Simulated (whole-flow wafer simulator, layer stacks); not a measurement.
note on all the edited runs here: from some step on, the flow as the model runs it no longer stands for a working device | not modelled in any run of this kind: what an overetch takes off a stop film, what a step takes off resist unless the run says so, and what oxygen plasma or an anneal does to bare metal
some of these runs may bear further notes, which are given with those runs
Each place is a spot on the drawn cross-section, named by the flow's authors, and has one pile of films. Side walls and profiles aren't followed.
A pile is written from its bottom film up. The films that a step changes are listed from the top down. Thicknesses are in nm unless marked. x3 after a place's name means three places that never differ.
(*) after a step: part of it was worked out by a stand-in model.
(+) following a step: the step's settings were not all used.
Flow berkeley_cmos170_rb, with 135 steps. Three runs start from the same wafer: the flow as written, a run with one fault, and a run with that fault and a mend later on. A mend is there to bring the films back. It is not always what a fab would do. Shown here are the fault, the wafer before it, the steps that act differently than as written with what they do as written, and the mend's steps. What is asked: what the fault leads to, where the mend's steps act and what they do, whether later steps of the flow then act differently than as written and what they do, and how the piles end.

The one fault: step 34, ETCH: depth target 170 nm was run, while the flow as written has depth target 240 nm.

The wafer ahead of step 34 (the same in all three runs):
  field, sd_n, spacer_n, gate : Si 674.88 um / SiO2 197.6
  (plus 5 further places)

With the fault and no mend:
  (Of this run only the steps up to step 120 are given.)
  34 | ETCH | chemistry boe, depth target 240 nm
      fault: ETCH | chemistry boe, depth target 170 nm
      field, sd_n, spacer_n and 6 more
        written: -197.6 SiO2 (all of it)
        fault: -170 SiO2
  Steps further on in the flow that do not act as written (24 other steps are not shown; they differ only slightly, by no more than 2% or 0.5 nm, whichever is larger):
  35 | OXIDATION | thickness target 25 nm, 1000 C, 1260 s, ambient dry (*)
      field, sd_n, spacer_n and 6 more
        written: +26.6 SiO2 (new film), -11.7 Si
        fault: +19.2 SiO2, -8.44 Si
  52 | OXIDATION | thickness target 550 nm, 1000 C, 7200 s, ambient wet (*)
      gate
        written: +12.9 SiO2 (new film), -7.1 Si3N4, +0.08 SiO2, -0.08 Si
        fault: +12.9 SiO2 (new film), -7.1 Si3N4
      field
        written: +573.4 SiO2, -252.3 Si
        fault: +559.8 SiO2, -246.3 Si
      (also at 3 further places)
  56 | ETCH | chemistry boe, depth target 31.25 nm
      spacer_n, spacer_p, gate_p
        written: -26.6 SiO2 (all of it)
        fault: -31.3 SiO2
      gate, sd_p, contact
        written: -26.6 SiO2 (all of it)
        fault: -31.2 SiO2
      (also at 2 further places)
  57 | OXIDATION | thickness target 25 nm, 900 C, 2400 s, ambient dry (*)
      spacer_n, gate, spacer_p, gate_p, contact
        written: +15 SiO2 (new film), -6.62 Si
        fault: +11 SiO2, -4.84 Si
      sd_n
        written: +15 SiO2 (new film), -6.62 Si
        fault: +9.5 SiO2, -4.18 Si
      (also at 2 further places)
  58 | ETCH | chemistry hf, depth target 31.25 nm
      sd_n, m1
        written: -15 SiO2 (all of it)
        fault: -31.2 SiO2
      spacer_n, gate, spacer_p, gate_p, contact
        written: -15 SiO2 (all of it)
        fault: -26.5 SiO2 (all of it)
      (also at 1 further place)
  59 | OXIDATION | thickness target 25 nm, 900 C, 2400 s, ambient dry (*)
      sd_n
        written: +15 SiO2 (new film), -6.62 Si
        fault: +10.8 SiO2, -4.76 Si
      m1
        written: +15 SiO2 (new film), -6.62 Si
        fault: +9.45 SiO2, -4.16 Si
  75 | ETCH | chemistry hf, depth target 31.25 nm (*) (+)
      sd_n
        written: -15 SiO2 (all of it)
        fault: -17.4 SiO2 (all of it)
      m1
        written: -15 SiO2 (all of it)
        fault: -22.2 SiO2 (all of it)
  After step 120 the piles are close to the flow's at the places that both follow, differing by at most 2% or 0.5 nm, whichever is larger.

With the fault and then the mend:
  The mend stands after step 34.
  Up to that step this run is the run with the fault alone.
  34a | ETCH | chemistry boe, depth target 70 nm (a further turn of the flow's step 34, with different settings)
      field, sd_n, spacer_n and 6 more
        -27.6 SiO2 (all of it)
  None of the later steps of the flow acts differently than as written at any place that is followed.
  By the end, the piles equal the flow's at every place that both follow.
